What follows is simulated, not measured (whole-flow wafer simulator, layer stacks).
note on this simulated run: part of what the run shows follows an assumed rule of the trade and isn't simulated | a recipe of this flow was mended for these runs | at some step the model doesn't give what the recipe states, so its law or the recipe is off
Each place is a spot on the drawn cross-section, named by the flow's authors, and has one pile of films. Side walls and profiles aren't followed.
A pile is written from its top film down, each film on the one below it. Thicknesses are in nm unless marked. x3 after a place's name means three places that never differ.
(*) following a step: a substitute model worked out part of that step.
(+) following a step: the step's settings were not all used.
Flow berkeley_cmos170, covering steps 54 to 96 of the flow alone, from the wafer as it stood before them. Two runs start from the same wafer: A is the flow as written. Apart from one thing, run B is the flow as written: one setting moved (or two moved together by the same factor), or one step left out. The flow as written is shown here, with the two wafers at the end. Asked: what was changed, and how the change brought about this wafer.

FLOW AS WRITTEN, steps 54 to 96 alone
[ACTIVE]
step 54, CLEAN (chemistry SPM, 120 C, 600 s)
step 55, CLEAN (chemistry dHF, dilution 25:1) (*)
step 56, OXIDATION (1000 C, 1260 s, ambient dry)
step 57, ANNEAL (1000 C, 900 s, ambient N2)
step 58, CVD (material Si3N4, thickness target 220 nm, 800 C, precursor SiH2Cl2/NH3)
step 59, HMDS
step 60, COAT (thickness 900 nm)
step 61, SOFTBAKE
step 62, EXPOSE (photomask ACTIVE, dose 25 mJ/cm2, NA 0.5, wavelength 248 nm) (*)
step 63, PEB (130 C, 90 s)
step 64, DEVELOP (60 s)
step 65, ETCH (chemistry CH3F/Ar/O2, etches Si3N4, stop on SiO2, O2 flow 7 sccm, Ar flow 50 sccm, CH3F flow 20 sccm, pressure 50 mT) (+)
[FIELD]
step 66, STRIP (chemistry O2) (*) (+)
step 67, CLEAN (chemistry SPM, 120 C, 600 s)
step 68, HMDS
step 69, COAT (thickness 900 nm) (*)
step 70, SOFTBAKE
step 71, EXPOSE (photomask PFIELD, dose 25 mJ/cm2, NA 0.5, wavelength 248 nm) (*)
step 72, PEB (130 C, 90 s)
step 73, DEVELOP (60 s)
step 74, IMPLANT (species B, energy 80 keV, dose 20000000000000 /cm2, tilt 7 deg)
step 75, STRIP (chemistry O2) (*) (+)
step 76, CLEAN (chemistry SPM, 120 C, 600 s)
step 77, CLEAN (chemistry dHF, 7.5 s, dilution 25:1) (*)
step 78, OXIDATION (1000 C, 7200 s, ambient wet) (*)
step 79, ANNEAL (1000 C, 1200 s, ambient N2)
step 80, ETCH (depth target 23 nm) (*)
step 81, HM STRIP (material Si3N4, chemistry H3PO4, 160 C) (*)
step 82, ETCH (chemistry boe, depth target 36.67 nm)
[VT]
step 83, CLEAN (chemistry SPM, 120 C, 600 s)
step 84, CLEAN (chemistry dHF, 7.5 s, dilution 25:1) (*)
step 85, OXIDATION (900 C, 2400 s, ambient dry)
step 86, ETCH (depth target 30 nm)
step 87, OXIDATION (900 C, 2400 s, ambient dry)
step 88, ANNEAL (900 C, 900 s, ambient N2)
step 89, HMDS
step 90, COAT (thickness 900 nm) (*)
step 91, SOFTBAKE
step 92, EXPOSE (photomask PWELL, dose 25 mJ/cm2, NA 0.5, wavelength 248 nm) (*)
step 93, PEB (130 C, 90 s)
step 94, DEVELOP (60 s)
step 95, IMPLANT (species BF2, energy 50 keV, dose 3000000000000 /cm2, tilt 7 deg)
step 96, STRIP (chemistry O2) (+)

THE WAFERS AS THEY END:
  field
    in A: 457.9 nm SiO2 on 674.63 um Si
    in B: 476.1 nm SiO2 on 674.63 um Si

What caused this: step 82, ETCH: depth target 18.33 nm was run, whereas the flow has depth target 36.67 nm.

How this came from the change, step by step:
  step 82, ETCH (chemistry boe, depth target 36.67 nm)
      field: A SiO2 loses 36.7 | B SiO2 loses 18.3
